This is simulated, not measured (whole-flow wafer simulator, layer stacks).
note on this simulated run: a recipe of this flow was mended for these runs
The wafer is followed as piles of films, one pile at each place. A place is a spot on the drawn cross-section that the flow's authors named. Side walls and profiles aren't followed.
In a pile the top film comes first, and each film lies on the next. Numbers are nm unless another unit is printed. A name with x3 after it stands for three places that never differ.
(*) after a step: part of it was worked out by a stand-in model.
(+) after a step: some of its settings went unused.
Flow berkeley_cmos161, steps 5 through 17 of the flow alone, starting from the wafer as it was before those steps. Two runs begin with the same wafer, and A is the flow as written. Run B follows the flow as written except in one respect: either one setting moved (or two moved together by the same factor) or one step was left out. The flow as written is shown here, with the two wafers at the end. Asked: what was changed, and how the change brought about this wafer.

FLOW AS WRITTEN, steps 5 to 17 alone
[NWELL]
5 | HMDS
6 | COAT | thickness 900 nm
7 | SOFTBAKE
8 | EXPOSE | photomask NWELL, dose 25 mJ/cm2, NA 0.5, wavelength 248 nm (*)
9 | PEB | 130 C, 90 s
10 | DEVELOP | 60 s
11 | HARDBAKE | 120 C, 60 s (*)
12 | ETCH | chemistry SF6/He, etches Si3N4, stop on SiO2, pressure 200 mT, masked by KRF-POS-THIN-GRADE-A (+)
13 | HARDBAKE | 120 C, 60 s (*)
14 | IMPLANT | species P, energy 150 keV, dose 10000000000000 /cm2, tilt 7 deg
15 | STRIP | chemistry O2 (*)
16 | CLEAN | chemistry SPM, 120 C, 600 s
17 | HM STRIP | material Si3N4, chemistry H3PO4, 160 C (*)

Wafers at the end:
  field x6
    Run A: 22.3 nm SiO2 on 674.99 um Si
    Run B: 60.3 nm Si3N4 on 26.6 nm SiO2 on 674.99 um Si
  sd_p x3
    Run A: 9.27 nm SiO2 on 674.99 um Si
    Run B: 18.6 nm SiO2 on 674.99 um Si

The reason: step 17, HM STRIP: 139 C was run, while the flow as written has 160 C.

Step by step, how the change led to this:
  17 | HM STRIP | material Si3N4, chemistry H3PO4, 160 C (*)
      field x6: A Si3N4 loses 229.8 (all of it), SiO2 loses 4.31 | B Si3N4 loses 169.4
      sd_p x3: A SiO2 loses 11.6 | B SiO2 loses 2.26
